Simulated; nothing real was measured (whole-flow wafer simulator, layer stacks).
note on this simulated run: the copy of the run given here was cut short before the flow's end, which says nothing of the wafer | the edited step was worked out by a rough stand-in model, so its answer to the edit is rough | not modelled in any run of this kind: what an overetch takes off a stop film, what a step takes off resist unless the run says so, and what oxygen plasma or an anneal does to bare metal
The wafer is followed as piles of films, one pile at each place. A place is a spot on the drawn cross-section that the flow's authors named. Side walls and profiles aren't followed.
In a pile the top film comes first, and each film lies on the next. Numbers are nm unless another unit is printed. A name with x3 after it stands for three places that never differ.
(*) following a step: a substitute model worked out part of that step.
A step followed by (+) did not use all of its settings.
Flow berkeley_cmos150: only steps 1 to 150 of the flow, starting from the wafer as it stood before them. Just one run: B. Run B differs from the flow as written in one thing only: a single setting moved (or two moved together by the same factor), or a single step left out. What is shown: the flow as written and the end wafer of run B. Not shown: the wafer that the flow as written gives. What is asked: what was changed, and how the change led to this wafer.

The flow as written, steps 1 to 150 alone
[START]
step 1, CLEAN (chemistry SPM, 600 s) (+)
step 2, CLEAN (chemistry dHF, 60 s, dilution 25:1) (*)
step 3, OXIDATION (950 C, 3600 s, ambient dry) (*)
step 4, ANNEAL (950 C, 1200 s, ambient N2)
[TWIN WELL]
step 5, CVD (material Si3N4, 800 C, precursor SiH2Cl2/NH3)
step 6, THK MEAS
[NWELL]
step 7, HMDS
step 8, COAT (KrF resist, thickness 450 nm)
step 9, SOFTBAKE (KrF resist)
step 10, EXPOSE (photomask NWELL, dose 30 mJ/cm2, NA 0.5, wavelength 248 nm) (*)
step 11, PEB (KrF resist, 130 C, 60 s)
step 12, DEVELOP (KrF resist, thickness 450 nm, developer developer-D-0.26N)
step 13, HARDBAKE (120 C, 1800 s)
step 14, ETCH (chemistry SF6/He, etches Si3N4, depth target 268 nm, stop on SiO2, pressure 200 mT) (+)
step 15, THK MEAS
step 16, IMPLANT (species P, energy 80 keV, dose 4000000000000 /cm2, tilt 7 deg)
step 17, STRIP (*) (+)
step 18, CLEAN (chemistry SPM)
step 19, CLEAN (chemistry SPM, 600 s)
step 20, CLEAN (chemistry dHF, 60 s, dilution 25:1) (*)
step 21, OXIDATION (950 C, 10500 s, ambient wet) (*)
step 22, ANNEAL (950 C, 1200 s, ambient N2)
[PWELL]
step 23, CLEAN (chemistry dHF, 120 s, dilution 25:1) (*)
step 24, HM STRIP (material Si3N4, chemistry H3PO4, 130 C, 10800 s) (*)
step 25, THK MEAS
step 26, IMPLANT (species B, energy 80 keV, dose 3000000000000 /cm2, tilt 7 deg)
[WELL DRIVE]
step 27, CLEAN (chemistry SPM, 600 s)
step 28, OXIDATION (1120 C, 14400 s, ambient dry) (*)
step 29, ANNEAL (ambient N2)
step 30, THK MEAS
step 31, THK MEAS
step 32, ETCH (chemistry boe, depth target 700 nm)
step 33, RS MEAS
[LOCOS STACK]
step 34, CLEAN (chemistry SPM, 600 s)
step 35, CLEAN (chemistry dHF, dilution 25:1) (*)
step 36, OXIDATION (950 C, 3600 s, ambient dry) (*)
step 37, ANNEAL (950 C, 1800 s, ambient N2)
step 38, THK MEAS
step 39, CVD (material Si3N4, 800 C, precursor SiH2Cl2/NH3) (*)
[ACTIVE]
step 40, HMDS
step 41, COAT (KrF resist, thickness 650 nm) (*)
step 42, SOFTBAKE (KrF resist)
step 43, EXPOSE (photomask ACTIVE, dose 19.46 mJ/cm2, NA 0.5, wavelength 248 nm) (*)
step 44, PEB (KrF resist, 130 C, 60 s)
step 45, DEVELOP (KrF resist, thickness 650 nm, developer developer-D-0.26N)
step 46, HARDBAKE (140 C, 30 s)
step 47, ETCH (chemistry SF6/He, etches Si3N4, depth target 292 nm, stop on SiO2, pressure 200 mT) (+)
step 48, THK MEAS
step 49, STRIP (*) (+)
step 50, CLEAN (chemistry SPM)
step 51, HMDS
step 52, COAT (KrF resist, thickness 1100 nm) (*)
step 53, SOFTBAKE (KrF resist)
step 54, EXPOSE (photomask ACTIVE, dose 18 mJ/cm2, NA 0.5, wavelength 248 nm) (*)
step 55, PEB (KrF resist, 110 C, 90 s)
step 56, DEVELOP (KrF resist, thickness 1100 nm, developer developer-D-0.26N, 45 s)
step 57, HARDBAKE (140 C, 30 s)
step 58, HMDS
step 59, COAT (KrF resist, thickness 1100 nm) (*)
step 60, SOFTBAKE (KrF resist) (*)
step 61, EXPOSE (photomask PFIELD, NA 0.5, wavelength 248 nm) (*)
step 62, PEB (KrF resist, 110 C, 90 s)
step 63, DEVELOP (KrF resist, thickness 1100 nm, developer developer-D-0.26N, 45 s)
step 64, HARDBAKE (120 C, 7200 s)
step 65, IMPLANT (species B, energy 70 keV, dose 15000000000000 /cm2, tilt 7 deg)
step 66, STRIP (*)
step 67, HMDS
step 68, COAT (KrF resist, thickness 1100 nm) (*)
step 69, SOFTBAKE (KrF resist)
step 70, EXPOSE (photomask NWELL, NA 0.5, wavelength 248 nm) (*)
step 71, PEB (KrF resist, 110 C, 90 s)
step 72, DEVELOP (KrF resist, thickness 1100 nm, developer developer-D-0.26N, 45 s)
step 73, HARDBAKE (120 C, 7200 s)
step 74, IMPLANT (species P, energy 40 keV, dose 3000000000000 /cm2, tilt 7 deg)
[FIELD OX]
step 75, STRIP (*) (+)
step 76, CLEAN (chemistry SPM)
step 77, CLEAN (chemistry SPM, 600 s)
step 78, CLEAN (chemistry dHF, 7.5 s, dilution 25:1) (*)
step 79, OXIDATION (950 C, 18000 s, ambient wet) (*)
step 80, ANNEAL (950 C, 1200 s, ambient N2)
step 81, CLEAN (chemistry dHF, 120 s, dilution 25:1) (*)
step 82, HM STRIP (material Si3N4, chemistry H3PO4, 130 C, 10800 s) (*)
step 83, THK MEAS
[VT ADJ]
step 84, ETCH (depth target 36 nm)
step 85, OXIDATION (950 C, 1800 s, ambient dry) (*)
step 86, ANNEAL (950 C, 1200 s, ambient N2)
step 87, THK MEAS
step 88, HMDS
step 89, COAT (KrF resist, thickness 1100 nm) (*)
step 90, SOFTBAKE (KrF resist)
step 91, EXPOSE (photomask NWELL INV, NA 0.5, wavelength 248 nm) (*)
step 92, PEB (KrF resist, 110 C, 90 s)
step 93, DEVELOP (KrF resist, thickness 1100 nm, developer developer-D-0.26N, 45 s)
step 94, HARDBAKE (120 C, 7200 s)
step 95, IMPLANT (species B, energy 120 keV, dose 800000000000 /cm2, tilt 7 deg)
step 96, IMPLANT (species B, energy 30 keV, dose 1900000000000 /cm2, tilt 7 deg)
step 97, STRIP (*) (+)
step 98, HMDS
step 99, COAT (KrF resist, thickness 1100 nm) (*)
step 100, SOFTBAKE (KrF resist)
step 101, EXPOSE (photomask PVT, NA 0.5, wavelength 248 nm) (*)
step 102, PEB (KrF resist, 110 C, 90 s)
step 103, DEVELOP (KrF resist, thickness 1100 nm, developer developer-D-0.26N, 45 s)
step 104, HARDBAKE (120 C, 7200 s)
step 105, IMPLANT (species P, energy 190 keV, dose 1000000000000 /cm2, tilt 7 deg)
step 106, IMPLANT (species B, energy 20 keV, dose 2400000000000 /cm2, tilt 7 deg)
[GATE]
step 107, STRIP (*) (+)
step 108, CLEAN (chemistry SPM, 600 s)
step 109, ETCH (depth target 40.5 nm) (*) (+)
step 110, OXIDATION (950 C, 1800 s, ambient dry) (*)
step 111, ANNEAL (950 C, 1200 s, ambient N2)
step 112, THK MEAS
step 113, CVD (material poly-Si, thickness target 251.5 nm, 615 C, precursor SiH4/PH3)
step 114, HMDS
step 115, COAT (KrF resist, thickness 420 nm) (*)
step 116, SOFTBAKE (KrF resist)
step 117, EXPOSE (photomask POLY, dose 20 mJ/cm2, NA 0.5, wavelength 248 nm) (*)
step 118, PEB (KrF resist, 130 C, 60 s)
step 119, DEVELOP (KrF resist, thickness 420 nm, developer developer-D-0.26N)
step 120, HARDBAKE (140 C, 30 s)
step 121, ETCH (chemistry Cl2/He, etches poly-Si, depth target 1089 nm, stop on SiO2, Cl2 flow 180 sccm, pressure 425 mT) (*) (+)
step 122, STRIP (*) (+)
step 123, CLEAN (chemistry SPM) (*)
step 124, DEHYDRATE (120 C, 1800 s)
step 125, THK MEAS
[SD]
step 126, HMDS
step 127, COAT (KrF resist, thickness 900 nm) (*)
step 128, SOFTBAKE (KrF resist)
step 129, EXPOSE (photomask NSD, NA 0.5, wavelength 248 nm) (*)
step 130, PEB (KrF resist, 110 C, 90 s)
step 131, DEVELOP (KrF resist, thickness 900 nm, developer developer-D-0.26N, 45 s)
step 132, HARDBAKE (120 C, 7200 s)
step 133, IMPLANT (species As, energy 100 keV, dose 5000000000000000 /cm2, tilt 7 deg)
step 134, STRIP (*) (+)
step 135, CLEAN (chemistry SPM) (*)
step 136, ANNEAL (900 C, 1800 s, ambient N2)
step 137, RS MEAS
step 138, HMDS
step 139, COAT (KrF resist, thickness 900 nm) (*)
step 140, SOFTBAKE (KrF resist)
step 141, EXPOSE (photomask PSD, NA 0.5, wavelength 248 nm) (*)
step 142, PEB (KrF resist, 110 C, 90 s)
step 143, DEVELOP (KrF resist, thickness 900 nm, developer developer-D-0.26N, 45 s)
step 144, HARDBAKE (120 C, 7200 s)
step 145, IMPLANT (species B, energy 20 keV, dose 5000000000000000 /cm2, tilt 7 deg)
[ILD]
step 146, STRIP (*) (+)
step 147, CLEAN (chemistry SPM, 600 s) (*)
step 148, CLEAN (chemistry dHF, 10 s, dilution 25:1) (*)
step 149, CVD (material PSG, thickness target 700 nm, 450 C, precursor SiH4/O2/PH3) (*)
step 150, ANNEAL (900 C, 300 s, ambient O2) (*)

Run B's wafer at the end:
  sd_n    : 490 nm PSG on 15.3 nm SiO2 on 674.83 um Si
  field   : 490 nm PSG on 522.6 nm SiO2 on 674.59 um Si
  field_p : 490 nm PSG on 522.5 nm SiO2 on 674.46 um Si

What caused this: step 149, CVD: thickness target 490 nm was run, while the flow as written has thickness target 700 nm.
One can read it off the wafer: sd_n has PSG 490, and step 149 as written asks for 700 nm.

Step by step, how the change led to this:
  step 149, CVD (material PSG, thickness target 700 nm, 450 C, precursor SiH4/O2/PH3) (*)
      field, field_p, sd_n, gate_n, gate_p, contact, m1: +490 PSG (new film) (as written it would have been: +700 PSG (new film))
      sd_p: +451.9 PSG (new film) (as written it would have been: +639.5 PSG (new film))
